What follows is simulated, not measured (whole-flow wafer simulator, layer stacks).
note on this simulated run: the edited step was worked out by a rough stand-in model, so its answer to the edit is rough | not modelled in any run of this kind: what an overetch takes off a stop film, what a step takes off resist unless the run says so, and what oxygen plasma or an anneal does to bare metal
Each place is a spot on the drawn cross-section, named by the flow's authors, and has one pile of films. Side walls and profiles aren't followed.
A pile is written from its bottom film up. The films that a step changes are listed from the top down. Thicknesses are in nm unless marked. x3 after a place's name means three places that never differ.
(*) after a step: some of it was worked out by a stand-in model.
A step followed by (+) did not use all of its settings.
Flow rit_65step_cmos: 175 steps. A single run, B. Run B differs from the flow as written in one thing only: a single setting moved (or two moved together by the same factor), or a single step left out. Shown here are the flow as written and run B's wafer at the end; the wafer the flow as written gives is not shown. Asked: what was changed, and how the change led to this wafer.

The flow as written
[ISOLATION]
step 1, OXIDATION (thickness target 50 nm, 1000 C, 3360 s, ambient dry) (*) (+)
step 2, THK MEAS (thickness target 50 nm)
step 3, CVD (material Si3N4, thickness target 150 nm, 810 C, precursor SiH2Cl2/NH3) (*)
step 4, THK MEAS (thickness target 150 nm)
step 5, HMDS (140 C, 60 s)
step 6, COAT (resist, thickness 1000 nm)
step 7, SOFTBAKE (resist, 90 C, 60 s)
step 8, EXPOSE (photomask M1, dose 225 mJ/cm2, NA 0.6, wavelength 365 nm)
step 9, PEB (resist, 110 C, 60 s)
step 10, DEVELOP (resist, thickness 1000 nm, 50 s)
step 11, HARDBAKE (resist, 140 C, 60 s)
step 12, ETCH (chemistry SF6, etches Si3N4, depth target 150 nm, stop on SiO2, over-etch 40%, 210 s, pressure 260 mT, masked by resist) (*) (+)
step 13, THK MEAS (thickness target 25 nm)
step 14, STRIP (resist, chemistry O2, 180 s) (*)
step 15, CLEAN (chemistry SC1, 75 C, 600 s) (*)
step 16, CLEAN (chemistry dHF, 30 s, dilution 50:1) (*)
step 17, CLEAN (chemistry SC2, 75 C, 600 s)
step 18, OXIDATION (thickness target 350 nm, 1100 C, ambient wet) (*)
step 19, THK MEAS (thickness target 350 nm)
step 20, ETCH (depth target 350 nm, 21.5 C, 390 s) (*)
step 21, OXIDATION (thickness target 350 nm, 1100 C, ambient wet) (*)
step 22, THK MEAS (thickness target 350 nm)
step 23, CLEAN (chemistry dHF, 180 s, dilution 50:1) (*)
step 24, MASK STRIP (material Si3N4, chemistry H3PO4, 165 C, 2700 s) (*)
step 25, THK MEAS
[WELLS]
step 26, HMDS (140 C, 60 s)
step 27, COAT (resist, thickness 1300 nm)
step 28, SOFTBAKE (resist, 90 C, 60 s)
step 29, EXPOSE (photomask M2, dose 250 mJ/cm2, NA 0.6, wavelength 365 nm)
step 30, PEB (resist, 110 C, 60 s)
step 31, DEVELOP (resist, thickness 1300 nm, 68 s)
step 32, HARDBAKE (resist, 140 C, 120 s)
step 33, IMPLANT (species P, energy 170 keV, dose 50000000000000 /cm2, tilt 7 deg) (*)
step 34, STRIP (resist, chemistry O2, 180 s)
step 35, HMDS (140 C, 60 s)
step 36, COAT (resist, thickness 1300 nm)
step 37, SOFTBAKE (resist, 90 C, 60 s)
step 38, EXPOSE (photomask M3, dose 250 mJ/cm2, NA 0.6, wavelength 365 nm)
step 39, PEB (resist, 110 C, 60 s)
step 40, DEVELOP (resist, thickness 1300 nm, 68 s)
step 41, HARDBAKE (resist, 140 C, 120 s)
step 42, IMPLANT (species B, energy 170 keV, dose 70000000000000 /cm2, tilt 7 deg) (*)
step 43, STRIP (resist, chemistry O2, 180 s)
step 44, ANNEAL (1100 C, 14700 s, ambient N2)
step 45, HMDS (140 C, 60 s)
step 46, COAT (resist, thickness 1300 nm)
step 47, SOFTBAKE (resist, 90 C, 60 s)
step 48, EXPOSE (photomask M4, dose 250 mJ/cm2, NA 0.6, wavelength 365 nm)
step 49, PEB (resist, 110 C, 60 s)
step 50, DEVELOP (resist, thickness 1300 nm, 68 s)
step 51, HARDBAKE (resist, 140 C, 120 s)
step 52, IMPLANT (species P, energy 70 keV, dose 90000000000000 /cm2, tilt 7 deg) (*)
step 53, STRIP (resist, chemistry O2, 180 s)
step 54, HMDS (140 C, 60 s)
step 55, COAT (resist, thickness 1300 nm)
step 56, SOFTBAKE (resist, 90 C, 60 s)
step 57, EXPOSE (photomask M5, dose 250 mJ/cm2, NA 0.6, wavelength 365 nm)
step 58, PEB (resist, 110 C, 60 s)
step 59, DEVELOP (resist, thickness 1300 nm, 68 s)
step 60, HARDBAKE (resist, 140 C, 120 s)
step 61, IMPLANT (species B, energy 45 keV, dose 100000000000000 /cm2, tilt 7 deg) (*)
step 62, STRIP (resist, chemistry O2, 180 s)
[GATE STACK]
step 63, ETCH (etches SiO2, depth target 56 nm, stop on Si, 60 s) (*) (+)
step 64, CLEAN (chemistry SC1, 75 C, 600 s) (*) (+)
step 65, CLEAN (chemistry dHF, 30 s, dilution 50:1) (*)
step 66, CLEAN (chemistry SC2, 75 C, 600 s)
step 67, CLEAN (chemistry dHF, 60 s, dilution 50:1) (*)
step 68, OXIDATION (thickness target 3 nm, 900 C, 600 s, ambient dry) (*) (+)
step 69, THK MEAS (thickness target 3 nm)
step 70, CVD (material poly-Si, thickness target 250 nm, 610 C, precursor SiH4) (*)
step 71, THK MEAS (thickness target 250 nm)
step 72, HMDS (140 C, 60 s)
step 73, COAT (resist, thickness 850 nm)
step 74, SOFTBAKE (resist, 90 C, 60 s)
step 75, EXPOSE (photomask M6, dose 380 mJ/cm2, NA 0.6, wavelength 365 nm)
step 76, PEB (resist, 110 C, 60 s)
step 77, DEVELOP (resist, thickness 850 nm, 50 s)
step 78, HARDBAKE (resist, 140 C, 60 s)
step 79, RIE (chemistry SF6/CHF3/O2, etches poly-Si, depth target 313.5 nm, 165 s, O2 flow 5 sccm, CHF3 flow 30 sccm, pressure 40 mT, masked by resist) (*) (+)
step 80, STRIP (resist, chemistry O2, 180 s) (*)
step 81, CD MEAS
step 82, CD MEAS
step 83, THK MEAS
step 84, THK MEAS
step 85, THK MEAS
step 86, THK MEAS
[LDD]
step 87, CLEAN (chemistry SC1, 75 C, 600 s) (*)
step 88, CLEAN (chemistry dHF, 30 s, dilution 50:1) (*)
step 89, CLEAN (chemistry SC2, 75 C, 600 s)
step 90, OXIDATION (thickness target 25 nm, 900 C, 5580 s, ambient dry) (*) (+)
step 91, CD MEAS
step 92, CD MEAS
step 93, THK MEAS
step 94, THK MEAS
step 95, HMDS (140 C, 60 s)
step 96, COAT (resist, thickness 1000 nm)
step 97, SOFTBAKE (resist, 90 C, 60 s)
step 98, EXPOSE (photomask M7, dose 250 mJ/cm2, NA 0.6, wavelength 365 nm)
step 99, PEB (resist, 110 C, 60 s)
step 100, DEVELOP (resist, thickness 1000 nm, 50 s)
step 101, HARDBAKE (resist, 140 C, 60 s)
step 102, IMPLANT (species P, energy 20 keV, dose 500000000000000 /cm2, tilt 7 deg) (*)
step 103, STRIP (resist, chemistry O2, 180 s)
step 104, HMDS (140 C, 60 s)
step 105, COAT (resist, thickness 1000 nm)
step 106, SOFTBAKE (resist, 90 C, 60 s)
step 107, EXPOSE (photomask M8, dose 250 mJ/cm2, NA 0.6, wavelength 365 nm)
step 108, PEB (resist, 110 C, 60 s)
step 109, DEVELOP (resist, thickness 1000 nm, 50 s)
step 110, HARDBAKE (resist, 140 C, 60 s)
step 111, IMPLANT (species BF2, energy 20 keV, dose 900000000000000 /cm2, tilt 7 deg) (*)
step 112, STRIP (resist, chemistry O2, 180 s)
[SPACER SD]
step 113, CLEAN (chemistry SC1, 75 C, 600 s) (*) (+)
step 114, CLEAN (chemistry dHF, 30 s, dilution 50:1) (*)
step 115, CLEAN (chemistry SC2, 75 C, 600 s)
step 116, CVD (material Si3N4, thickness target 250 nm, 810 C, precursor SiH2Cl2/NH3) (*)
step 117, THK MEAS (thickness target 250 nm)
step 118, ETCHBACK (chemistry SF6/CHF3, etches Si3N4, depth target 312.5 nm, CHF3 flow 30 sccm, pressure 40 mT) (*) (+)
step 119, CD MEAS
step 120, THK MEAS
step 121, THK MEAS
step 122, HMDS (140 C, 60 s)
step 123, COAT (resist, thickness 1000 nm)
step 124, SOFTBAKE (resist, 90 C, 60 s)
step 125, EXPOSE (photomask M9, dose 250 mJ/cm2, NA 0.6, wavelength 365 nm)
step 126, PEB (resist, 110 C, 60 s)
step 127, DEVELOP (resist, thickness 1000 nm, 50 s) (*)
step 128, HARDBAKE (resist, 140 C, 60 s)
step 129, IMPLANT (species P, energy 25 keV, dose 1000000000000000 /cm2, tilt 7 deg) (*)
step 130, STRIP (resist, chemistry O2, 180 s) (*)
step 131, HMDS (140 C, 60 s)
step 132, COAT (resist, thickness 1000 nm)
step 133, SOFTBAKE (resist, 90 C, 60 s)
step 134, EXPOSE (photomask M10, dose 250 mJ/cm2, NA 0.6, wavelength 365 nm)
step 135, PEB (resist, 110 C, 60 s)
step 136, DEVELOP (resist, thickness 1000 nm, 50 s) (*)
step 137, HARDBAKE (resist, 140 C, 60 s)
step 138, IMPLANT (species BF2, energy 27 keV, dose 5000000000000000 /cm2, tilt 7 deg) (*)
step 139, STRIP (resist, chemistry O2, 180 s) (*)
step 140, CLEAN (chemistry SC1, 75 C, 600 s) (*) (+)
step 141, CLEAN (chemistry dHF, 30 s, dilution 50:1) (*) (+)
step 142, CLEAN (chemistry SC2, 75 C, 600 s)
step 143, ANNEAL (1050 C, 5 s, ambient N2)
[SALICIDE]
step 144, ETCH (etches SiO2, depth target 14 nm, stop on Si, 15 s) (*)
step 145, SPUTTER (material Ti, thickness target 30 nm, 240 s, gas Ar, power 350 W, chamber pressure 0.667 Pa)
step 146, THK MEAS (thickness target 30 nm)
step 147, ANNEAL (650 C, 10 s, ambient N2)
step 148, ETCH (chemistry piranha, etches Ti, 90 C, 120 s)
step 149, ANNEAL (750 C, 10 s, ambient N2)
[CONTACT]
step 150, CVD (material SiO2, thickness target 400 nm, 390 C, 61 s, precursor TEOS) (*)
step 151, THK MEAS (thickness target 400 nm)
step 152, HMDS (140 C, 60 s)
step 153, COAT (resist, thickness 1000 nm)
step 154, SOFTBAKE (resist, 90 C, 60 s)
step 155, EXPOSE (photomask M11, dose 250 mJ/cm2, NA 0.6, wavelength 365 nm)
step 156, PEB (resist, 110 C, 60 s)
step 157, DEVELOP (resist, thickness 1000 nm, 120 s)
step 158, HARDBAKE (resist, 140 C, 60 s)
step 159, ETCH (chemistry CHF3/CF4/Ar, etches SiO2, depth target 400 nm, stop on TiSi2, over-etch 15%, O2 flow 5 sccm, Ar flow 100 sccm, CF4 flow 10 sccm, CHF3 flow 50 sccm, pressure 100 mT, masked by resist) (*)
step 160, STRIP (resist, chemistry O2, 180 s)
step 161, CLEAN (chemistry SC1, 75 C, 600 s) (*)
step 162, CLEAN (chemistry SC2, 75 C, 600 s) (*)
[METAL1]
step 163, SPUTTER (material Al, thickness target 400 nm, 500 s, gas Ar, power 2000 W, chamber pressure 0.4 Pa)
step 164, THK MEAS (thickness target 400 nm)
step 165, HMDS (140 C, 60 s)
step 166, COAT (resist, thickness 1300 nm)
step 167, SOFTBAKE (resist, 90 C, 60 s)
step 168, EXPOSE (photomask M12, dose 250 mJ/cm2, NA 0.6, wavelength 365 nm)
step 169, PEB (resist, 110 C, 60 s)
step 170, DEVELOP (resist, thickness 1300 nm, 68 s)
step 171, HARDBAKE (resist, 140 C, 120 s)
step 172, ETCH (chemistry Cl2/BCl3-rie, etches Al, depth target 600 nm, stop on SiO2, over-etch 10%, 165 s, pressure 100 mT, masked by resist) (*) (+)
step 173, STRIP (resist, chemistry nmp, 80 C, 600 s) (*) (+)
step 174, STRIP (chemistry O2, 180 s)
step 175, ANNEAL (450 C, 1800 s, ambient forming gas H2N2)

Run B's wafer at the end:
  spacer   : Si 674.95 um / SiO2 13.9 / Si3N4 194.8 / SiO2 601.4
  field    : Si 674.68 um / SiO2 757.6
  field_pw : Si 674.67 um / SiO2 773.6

The reason: step 150, CVD: thickness target 638 nm was run, though the flow has thickness target 400 nm; step 150, CVD: 97 s was run, where the flow has 61 s.

How this came from the change, step by step:
  step 150, CVD (material SiO2, thickness target 400 nm, 390 C, 61 s, precursor TEOS) (*)
      field, field_pw, field_nw, field_p: +638 SiO2 (it would be, as written: +400 SiO2)
      spacer, spacer_p: +638 SiO2 (new film) (it would be, as written: +400 SiO2 (new film))
      (as well as at 2 more places)
